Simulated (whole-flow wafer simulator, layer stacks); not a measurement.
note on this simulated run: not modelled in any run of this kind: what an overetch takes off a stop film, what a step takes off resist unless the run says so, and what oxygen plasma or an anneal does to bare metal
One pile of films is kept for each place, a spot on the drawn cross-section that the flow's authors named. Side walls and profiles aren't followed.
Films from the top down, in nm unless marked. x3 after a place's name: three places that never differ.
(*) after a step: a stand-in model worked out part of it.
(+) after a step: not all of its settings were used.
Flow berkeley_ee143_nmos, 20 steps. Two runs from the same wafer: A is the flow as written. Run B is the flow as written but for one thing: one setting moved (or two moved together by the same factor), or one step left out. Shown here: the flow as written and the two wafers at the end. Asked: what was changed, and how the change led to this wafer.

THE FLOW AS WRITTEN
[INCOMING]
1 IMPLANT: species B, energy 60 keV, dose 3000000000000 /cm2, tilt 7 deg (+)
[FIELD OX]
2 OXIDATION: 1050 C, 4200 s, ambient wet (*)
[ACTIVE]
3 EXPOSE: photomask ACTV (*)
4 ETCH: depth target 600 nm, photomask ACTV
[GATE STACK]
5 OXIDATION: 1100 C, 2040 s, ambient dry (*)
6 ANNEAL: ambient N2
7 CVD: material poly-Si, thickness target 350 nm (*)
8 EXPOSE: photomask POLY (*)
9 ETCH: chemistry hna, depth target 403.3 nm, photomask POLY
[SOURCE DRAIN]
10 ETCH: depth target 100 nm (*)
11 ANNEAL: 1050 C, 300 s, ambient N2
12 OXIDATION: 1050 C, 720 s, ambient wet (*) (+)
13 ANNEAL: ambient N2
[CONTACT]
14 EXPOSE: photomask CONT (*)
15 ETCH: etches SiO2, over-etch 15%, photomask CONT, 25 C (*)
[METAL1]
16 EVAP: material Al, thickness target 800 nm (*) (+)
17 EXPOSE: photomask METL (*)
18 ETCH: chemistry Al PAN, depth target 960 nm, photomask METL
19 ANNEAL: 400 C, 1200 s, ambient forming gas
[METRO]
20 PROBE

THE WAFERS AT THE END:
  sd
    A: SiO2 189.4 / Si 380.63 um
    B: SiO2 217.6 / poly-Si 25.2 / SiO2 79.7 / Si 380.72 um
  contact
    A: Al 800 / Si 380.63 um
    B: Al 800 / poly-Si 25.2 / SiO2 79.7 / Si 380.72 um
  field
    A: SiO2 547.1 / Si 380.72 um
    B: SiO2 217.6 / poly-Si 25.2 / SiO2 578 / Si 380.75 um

The cause: step 9, ETCH: depth target 229.1 nm was run, where the flow has depth target 403.3 nm.

How the change led to this, step by step:
  9 ETCH: chemistry hna, depth target 403.3 nm, photomask POLY
      sd, contact, field: A poly-Si -350 (all of it) | B poly-Si -229.1
  10 ETCH: depth target 100 nm (*)
      sd, contact: A SiO2 -79.7 (all of it) | B nothing
      field: A SiO2 -100 | B nothing
  12 OXIDATION: 1050 C, 720 s, ambient wet (*) (+)
      sd, contact: A SiO2 +189.4 (new film), Si -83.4 | B SiO2 +217.6 (new film), poly-Si -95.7
      field: A SiO2 +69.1, Si -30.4 | B SiO2 +217.6 (new film), poly-Si -95.7
  15 ETCH: etches SiO2, over-etch 15%, photomask CONT, 25 C (*)
      contact: A SiO2 -189.4 (all of it) | B SiO2 -217.6 (all of it)
